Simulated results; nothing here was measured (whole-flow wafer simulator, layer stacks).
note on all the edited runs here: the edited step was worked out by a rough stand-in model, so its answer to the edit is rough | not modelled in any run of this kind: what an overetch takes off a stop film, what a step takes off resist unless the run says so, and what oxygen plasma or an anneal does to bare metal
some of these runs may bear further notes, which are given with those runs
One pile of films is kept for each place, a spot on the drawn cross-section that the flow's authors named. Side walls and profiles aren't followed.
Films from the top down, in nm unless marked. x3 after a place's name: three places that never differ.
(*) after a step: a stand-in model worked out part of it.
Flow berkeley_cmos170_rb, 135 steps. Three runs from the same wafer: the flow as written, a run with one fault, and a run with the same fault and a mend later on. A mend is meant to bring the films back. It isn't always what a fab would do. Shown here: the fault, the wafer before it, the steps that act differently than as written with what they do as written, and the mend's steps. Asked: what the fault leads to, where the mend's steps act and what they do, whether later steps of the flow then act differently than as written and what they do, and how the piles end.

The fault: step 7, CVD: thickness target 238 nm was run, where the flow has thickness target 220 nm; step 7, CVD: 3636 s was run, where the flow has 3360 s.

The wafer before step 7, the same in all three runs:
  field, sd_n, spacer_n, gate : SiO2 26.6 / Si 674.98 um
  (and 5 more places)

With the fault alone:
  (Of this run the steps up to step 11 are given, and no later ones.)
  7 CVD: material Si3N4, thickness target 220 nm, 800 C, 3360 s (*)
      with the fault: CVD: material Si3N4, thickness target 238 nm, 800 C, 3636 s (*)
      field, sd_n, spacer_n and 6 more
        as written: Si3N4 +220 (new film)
        with the fault: Si3N4 +238 (new film)
  No later step of the flow up to step 11 acts differently than as written at any place that is followed.
  After step 11 the piles differ from the flow's by more than 2% or 0.5 nm, whichever is larger, at field, sd_n, spacer_n and 6 more.
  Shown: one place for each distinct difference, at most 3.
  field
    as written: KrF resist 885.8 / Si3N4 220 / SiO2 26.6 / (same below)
    with the fault: KrF resist 885.8 / Si3N4 238 / SiO2 26.6 / (same below)
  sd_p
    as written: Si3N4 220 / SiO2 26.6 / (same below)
    with the fault: Si3N4 238 / SiO2 26.6 / (same below)

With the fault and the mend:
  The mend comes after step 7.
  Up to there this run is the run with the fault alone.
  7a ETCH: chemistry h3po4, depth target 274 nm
      field, sd_n, spacer_n and 6 more
        Si3N4 -238 (all of it)
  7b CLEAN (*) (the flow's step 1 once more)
      changes no film at any place that is followed
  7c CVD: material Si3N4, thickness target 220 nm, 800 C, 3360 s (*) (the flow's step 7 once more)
      field, sd_n, spacer_n and 6 more
        Si3N4 +220 (new film)
  No later step of the flow acts differently than as written at any place that is followed.
  At the end the piles are the same as the flow's at every place that both follow.
